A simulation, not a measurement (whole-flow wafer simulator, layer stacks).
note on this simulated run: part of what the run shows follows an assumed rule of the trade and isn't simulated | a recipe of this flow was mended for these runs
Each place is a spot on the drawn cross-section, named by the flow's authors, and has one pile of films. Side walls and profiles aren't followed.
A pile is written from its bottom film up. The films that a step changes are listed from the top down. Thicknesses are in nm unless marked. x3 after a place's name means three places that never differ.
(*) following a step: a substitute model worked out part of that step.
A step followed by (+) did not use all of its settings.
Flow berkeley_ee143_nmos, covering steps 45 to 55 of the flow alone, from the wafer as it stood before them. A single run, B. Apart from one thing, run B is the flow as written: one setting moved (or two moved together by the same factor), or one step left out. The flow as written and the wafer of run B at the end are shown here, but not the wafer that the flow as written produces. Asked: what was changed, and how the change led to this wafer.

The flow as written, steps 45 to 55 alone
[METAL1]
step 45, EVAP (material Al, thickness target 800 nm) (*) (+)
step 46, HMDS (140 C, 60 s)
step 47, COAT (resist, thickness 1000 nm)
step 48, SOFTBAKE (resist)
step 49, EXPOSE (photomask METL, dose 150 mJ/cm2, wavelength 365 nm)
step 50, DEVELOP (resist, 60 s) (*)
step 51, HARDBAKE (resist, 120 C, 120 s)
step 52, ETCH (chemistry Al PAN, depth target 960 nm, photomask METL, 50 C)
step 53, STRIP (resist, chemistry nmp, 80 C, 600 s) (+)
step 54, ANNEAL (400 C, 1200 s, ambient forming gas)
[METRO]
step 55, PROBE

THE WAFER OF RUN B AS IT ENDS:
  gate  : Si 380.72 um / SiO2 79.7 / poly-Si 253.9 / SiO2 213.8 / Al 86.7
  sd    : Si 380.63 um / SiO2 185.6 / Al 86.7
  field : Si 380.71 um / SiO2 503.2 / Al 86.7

Cause: step 52, ETCH: depth target 700 nm was run, while the flow as written has depth target 960 nm.

How this came from the change, step by step:
  step 52, ETCH (chemistry Al PAN, depth target 960 nm, photomask METL, 50 C)
      gate, sd, field: Al loses 700 (as written it would have been: Al loses 786.7 (all of it))
With metal films that touch counted as one body, gate has 1 body; the flow as written gives 0 bodies.
With metal films that touch counted as one body, sd has 1 body; the flow as written gives 0 bodies.
With metal films that touch counted as one body, field has 1 body; the flow as written gives 0 bodies.
